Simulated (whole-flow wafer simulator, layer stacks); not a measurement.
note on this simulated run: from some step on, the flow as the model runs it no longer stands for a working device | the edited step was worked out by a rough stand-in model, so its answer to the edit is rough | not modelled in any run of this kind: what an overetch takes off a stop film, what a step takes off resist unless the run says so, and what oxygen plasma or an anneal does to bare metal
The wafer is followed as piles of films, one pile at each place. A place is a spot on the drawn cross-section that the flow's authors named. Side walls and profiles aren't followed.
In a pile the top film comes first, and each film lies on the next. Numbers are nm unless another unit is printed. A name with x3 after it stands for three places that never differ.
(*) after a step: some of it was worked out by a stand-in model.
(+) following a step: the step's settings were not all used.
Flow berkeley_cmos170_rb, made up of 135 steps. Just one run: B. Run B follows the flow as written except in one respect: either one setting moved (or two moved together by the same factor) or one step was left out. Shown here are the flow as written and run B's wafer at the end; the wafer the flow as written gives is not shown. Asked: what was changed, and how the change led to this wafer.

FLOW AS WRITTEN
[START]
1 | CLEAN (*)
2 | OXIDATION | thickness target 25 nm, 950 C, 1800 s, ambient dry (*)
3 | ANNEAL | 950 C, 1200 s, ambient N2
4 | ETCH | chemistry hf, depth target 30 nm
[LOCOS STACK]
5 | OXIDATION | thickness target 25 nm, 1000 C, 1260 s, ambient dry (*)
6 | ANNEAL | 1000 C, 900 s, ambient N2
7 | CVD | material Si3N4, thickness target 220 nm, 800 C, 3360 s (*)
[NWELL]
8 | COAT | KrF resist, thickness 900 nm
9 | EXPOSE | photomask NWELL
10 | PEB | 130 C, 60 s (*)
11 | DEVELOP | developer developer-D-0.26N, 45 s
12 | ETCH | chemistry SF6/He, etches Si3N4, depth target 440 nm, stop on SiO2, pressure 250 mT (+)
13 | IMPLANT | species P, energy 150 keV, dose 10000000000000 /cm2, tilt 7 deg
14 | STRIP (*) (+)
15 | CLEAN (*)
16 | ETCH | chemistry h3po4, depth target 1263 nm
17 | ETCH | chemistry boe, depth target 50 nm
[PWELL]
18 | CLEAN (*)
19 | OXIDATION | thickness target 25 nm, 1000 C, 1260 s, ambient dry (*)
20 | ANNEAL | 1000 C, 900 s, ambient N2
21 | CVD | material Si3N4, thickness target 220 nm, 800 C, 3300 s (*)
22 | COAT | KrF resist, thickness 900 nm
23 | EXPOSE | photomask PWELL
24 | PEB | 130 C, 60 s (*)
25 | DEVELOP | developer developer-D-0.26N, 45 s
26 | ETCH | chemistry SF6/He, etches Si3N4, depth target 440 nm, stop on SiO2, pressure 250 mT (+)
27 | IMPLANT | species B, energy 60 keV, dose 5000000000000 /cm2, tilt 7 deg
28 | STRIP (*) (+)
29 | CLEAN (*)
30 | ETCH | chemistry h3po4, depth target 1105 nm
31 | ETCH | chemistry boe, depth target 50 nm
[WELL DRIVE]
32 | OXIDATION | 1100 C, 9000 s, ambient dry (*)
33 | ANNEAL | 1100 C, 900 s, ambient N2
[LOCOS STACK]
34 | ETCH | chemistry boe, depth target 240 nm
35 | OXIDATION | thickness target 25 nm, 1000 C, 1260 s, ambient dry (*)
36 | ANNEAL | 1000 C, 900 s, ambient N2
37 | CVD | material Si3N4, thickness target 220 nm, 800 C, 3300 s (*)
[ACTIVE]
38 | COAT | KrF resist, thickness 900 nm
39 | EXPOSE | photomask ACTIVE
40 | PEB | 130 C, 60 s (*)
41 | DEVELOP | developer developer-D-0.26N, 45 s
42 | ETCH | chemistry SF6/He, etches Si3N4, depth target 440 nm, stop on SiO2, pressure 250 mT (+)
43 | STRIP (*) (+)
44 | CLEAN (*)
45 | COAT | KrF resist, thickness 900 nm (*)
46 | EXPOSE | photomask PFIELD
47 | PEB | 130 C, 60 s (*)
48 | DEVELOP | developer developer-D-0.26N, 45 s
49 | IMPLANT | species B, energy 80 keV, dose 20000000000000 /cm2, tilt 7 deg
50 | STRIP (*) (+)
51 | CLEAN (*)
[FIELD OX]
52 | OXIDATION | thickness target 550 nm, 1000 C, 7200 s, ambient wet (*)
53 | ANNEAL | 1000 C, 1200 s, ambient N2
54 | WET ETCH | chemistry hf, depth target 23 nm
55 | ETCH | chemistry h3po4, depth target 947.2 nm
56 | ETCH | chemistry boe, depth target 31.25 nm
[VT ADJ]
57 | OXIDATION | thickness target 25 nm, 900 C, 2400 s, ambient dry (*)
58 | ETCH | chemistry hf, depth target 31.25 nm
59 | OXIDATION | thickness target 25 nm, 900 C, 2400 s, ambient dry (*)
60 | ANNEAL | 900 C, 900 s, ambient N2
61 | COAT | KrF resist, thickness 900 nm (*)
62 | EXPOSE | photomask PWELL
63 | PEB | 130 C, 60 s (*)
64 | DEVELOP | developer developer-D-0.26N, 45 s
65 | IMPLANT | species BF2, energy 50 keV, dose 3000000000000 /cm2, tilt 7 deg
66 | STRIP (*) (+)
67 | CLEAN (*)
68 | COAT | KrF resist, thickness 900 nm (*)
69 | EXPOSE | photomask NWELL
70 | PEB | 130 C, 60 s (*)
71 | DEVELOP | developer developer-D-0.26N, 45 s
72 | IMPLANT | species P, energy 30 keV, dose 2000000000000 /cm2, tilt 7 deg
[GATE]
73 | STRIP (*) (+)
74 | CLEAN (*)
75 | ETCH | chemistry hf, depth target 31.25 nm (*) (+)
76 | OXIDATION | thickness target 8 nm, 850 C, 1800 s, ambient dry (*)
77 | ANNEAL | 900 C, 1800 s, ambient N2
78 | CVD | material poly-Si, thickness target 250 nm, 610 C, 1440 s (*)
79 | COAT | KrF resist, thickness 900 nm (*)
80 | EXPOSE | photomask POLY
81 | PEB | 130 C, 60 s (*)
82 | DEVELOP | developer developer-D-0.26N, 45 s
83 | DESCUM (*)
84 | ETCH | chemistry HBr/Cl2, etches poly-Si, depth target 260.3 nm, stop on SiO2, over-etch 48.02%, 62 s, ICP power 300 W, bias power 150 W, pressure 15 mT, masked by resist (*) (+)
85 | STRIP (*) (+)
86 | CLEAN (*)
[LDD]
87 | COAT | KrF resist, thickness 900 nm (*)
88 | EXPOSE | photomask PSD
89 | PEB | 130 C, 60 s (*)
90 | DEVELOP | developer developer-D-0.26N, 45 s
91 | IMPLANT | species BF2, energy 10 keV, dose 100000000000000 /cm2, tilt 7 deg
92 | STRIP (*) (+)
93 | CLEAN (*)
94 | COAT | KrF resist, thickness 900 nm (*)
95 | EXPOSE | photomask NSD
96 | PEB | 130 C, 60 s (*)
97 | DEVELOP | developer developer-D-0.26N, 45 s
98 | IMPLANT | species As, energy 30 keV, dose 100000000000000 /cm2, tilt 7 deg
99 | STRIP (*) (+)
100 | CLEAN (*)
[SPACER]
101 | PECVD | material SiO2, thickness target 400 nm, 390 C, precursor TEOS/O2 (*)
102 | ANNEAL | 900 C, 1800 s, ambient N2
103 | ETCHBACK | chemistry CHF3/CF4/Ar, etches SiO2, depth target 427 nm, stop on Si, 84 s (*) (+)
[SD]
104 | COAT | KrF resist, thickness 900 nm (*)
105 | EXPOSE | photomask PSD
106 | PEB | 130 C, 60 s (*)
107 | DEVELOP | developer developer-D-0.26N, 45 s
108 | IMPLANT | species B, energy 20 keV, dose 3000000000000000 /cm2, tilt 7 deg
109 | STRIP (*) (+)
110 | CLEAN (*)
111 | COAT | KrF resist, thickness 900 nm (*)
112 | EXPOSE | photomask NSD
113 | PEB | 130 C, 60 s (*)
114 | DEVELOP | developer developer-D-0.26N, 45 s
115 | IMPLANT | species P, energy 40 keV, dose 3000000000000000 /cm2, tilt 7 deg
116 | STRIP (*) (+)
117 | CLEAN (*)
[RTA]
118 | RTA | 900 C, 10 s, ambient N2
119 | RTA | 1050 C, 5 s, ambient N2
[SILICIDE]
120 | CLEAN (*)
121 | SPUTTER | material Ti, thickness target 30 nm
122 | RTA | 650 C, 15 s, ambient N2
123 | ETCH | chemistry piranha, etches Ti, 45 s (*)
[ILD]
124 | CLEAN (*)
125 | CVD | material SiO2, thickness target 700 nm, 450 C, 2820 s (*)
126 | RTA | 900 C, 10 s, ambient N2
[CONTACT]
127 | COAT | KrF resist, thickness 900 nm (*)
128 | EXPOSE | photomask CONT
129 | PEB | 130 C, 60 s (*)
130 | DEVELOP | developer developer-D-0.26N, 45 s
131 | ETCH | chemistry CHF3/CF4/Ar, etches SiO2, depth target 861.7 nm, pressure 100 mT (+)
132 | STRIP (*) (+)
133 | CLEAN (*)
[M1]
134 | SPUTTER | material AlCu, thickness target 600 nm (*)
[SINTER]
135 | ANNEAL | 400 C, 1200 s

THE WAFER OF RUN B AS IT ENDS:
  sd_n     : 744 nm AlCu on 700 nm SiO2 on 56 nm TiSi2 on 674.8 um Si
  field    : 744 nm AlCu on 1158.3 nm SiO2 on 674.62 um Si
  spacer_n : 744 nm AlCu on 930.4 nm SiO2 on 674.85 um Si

What caused this: step 134, SPUTTER: thickness target 744 nm was run, while the flow as written has thickness target 600 nm.
The wafer lets one read it off: sd_n has AlCu 744, and step 134 as written asks for 600 nm.

How this came from the change, step by step:
  134 | SPUTTER | material AlCu, thickness target 600 nm (*)
      field, sd_n, spacer_n, gate, spacer_p, gate_p, m1: AlCu gains 744 (new film) (as written it would have been: AlCu gains 600 (new film))
      sd_p: AlCu gains 684.1 (new film) (as written it would have been: AlCu gains 545.9 (new film))
      (as well as at 1 more place)
